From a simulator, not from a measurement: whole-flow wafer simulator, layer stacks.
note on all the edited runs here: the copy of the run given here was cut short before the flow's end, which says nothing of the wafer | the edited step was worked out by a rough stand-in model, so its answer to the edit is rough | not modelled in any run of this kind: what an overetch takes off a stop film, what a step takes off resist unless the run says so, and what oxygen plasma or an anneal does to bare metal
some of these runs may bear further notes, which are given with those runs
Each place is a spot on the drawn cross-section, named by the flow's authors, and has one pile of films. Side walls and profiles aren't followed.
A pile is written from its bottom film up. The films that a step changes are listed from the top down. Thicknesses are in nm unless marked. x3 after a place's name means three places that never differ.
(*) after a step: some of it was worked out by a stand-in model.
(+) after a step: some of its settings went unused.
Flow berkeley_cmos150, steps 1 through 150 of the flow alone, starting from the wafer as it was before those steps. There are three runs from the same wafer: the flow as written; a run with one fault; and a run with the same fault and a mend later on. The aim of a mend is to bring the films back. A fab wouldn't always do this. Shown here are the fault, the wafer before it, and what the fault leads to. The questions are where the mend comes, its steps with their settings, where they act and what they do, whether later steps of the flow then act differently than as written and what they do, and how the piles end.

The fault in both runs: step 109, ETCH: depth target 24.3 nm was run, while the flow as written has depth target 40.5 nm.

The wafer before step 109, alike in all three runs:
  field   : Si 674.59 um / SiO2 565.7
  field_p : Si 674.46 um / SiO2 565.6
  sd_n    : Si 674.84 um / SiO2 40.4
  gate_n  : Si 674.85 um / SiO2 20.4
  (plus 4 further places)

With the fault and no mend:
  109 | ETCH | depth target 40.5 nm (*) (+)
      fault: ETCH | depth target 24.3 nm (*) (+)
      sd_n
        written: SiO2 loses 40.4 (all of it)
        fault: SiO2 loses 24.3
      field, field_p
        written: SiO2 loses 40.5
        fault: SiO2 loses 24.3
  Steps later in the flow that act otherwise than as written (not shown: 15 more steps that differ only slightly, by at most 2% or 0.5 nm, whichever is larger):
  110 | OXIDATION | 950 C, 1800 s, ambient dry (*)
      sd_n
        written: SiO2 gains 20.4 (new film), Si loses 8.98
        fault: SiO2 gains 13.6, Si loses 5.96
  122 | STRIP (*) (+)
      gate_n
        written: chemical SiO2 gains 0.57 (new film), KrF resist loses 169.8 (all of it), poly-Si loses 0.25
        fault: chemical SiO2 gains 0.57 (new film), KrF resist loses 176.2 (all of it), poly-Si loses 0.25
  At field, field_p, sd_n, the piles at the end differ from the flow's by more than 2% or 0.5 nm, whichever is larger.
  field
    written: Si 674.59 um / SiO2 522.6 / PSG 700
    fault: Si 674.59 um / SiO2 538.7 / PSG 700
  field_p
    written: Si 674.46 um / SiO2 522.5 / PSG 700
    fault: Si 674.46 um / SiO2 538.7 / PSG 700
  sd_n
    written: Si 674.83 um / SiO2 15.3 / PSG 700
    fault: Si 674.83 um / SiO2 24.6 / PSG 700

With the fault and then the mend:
  The mend follows step 109.
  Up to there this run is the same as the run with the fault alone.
  109a | ETCH | depth target 16.2 nm (the flow's step 109 again, with other settings)
      field, field_p
        SiO2 loses 16.2
      sd_n
        SiO2 loses 16.1 (all of it)
  Every later step of the flow that is run acts as written, at every place that is followed, to within 2% or 0.5 nm, whichever is larger.
  At every place that both follow, the piles at the end match the flow's.
